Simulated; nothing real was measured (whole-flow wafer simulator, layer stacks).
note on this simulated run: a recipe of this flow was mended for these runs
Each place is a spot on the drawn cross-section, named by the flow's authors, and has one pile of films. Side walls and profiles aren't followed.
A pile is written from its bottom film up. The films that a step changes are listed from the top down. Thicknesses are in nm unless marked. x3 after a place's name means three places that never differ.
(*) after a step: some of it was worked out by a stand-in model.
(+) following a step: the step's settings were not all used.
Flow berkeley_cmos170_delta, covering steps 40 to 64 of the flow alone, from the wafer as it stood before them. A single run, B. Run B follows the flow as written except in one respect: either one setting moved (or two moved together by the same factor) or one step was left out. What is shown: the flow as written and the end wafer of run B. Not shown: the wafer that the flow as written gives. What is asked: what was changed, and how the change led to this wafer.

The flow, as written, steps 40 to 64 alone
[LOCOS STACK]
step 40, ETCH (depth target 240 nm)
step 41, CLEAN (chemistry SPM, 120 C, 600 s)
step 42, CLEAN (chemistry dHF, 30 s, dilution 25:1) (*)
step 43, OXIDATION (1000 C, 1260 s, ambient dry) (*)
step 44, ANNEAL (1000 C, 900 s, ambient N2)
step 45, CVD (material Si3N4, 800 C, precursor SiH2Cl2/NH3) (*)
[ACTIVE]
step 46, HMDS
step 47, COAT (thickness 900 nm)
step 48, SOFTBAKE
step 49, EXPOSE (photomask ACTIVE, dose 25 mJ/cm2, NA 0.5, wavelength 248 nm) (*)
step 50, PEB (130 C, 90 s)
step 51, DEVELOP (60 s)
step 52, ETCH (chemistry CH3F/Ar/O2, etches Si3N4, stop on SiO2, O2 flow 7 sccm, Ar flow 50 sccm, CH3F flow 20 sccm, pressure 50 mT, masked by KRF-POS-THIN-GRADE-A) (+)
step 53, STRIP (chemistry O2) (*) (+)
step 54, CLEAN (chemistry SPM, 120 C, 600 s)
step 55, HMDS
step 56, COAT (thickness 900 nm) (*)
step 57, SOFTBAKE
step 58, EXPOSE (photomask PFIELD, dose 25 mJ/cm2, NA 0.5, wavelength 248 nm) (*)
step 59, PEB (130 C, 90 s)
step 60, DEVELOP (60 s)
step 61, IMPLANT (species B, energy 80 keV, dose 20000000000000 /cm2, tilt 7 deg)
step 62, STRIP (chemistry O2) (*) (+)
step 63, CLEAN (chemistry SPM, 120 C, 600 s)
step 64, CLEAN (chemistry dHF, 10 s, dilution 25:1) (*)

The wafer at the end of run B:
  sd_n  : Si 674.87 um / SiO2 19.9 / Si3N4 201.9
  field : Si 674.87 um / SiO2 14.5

Cause: step 43, OXIDATION: 969 C was run, though the flow has 1000 C.

Step by step, how the change led to this:
  step 43, OXIDATION (1000 C, 1260 s, ambient dry) (*)
      field, sd_n, spacer_n and 6 more: +19.9 SiO2 (new film), -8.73 Si (it would be, as written: +26.6 SiO2 (new film), -11.7 Si)
